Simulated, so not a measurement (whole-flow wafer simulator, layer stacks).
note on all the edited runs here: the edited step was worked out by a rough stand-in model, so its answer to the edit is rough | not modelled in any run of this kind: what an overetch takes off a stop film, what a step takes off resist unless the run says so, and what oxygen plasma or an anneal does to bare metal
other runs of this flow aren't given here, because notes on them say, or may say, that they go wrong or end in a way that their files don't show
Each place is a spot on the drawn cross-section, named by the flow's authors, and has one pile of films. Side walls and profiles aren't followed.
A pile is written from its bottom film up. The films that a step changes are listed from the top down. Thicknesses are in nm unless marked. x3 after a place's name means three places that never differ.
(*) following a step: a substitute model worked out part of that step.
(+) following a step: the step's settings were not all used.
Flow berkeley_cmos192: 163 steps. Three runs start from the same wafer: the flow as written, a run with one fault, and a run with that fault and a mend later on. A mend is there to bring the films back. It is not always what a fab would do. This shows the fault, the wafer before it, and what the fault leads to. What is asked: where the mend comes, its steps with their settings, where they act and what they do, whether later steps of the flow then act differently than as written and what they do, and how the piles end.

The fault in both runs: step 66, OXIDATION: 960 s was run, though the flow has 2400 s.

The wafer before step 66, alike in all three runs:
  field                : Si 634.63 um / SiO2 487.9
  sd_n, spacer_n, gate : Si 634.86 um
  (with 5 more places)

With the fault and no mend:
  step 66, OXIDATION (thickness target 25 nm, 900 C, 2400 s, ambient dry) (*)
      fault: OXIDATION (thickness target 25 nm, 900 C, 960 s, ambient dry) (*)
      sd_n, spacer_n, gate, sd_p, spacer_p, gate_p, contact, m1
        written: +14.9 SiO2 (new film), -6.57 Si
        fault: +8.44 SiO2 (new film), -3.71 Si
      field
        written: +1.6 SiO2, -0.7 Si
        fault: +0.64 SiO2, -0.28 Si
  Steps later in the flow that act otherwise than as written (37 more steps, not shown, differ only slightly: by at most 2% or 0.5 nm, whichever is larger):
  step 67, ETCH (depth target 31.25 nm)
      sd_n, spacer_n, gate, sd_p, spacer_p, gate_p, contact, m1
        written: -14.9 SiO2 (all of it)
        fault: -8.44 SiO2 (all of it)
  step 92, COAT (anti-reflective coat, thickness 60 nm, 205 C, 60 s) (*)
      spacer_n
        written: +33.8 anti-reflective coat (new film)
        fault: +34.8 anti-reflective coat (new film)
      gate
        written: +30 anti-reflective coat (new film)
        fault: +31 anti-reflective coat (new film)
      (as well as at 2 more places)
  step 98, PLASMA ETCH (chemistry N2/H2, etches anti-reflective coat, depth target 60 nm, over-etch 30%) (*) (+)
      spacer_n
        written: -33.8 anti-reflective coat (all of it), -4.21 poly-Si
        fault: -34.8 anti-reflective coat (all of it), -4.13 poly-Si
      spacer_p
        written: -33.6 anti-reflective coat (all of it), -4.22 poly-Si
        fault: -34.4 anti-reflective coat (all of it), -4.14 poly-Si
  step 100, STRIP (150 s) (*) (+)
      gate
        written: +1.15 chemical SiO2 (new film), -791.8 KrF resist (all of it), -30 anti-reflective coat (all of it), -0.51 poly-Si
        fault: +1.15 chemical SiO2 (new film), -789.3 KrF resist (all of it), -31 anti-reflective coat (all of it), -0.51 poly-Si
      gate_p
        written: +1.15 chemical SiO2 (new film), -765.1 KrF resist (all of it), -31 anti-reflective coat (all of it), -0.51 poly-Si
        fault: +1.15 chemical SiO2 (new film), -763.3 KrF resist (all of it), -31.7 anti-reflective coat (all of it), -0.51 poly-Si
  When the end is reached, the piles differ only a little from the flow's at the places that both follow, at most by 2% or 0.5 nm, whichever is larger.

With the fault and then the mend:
  The mend follows step 66.
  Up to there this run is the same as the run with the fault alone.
  step 66a, OXIDATION (thickness target 25 nm, 900 C, 1440 s, ambient dry) (*) (the flow's step 66, run once more with other settings)
      sd_n, spacer_n, gate, sd_p, spacer_p, gate_p, contact, m1
        +6.5 SiO2, -2.86 Si
      field
        +0.96 SiO2, -0.42 Si
  None of the later steps of the flow acts differently than as written at any place that is followed.
  The piles end the same as the flow's at every place that both follow.
